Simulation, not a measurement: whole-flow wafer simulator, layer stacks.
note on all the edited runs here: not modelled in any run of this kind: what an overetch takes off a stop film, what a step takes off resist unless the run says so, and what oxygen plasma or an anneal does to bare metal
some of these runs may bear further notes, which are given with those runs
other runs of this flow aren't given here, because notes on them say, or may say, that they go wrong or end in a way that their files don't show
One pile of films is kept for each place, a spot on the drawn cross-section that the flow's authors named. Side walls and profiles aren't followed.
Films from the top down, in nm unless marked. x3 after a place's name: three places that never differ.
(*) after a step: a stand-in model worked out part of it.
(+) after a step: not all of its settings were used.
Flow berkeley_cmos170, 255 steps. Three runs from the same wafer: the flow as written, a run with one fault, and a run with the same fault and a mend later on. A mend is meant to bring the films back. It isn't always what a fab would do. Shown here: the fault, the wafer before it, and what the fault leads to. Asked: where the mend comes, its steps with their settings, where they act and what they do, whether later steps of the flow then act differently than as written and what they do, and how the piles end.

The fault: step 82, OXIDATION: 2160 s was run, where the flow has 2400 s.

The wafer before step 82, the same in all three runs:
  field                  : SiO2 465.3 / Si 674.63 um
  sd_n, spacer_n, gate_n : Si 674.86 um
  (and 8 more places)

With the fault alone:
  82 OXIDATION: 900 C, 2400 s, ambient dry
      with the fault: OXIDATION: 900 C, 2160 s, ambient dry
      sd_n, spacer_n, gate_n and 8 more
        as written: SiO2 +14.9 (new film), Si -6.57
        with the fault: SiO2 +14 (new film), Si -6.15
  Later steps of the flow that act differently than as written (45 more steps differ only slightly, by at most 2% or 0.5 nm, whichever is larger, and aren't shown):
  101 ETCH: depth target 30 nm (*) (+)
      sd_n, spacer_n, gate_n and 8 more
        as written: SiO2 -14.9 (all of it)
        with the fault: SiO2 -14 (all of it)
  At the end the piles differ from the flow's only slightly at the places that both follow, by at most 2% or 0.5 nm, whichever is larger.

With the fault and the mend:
  The mend comes after step 82.
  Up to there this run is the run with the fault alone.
  82a OXIDATION: 900 C, 240 s, ambient dry (*) (the flow's step 82 once more, with other settings)
      sd_n, spacer_n, gate_n and 8 more
        SiO2 +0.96, Si -0.42
      field
        SiO2 +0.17, Si -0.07
  No later step of the flow acts differently than as written at any place that is followed.
  At the end the piles are the same as the flow's at every place that both follow.
